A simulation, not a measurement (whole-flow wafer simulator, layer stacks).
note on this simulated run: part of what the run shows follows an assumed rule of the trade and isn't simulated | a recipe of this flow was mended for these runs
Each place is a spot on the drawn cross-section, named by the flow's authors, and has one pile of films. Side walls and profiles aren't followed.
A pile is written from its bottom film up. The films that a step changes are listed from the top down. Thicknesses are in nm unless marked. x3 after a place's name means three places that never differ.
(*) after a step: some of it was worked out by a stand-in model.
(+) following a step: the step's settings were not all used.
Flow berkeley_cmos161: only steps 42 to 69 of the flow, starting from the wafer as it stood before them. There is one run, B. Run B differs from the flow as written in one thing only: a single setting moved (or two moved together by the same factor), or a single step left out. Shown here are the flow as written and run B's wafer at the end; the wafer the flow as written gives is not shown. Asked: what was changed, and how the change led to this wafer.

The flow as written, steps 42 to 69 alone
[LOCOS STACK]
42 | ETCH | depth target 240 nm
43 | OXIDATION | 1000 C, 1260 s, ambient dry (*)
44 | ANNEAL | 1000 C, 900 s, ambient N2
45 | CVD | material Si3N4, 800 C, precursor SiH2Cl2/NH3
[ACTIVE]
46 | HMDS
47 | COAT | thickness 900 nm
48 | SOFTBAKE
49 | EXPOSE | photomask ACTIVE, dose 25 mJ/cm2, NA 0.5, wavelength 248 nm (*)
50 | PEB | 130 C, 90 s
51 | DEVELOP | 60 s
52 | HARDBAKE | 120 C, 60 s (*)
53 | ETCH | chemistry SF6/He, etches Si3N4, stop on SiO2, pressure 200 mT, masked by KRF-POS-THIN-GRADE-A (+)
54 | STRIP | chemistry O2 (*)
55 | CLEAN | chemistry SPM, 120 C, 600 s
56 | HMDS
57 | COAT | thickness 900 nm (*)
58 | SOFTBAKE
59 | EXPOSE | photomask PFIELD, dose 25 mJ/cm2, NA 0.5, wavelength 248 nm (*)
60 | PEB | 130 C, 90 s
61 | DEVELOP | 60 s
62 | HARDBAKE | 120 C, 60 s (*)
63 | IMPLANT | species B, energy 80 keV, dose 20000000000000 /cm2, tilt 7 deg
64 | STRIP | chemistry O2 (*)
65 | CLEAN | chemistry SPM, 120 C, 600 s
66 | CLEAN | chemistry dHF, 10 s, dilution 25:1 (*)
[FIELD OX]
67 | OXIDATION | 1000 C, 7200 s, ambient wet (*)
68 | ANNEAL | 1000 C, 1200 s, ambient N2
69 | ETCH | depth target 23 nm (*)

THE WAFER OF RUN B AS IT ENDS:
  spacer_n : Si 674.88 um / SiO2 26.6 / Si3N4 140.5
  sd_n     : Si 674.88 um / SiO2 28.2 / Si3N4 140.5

Cause: step 45, CVD: 777 C was run, while the flow as written has 800 C.

The path from the change to this, step by step:
  45 | CVD | material Si3N4, 800 C, precursor SiH2Cl2/NH3
      field, sd_n, spacer_n and 6 more: Si3N4 gains 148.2 (new film) (as written it would have been: Si3N4 gains 194.4 (new film))
  53 | ETCH | chemistry SF6/He, etches Si3N4, stop on SiO2, pressure 200 mT, masked by KRF-POS-THIN-GRADE-A (+)
      sd_n, spacer_n, gate_n, sd_p, spacer_p, gate_p, contact, m1: KrF-resist loses 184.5 (as written it would have been: KrF-resist loses 234.7)
      field: Si3N4 loses 148.2 (all of it), SiO2 loses 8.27 (as written it would have been: Si3N4 loses 194.4 (all of it), SiO2 loses 8.27)
  54 | STRIP | chemistry O2 (*)
      sd_n, spacer_n, gate_n, sd_p, spacer_p, gate_p, contact, m1: KrF-resist loses 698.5 (all of it) (as written it would have been: KrF-resist loses 648.2 (all of it))
  57 | COAT | thickness 900 nm (*)
      sd_n: KrF-resist gains 819.6 (new film) (as written it would have been: KrF-resist gains 796.1 (new film))
      sd_p: KrF-resist gains 833.2 (new film) (as written it would have been: KrF-resist gains 813.7 (new film))
      (and at 2 other places as well)
  64 | STRIP | chemistry O2 (*)
      sd_n: KrF-resist loses 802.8 (all of it) (as written it would have been: KrF-resist loses 779.3 (all of it))
      sd_p: KrF-resist loses 816.3 (all of it) (as written it would have been: KrF-resist loses 796.9 (all of it))
      (and at 2 other places as well)
  67 | OXIDATION | 1000 C, 7200 s, ambient wet (*)
      sd_n, sd_p: SiO2 gains 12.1 (new film), Si3N4 loses 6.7, SiO2 gains 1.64, Si loses 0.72 (as written it would have been: SiO2 gains 12.1 (new film), Si3N4 loses 6.7, SiO2 gains 0.25, Si loses 0.15)
